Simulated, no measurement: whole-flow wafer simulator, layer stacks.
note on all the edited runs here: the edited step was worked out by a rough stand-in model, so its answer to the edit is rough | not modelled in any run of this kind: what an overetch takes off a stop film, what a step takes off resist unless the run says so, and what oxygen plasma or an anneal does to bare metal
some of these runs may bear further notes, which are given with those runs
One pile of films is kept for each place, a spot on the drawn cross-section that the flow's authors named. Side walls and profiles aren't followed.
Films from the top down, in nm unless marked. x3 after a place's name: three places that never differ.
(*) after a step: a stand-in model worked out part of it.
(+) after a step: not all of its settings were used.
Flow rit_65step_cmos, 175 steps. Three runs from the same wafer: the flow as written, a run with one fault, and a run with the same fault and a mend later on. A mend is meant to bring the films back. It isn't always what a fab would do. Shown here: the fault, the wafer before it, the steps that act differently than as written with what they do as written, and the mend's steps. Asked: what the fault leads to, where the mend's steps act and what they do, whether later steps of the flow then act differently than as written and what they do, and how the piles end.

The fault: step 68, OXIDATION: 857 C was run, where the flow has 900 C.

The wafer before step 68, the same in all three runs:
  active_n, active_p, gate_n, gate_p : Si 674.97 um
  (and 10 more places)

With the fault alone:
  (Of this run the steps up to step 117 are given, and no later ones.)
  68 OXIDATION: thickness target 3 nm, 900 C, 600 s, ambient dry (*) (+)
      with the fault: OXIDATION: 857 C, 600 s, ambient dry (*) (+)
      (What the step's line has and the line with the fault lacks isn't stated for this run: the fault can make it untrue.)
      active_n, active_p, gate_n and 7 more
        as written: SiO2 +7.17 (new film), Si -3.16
        with the fault: SiO2 +3 (new film), Si -1.32
  Later steps of the flow that act differently than as written (14 more steps differ only slightly, by at most 2% or 0.5 nm, whichever is larger, and aren't shown):
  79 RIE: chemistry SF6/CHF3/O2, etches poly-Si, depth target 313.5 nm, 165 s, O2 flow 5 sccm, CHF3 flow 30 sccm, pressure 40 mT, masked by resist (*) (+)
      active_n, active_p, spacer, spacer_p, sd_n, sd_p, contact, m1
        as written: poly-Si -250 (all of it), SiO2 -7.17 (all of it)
        with the fault: poly-Si -250 (all of it), SiO2 -3 (all of it)
  After step 117 the piles differ from the flow's by more than 2% or 0.5 nm, whichever is larger, at gate_n, gate_p.
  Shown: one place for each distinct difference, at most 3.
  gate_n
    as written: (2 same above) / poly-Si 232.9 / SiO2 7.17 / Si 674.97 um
    with the fault: (2 same above) / poly-Si 232.9 / SiO2 3 / Si 674.97 um

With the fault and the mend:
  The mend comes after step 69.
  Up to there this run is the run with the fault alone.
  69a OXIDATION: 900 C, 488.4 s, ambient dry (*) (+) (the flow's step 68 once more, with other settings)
      active_n, active_p, gate_n and 7 more
        SiO2 +4, Si -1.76
  No later step of the flow acts differently than as written, at any place that is followed, by more than 2% or 0.5 nm, whichever is larger.
  At the end the piles differ from the flow's only slightly at the places that both follow, by at most 2% or 0.5 nm, whichever is larger.
